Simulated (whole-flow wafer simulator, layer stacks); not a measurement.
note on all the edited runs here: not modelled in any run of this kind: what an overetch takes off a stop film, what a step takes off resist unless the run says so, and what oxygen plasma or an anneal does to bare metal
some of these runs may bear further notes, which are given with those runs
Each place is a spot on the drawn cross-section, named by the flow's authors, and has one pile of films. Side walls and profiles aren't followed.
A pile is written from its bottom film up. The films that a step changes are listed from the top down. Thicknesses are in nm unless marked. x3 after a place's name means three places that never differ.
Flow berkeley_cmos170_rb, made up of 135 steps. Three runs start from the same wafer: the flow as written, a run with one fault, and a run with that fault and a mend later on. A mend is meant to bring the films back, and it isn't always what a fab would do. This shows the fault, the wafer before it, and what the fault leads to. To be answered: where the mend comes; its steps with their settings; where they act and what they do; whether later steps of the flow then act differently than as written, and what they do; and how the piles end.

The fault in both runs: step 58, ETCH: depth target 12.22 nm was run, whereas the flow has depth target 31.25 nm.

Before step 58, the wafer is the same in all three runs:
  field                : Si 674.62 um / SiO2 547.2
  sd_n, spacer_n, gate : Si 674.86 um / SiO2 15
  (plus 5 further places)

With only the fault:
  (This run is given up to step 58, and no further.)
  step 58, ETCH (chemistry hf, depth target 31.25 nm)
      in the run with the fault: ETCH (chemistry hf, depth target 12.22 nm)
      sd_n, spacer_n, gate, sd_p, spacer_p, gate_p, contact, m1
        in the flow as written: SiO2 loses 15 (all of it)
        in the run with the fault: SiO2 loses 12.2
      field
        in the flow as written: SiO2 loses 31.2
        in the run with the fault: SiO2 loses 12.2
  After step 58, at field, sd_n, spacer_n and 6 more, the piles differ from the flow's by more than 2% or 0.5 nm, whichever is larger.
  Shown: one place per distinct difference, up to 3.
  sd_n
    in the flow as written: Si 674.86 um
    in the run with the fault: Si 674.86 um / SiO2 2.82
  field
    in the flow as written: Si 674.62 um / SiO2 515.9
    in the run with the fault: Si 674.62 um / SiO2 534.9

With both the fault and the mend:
  The mend stands after step 58.
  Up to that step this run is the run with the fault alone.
  step 58a, ETCH (chemistry hf, depth target 19.03 nm) (the flow's step 58, run once more with other settings)
      sd_n, spacer_n, gate, sd_p, spacer_p, gate_p, contact, m1
        SiO2 loses 2.82 (all of it)
      field
        SiO2 loses 19
  Every later step of the flow that is run acts as written, at every place that is followed, to within 2% or 0.5 nm, whichever is larger.
  By the end, the piles equal the flow's at every place that both follow.
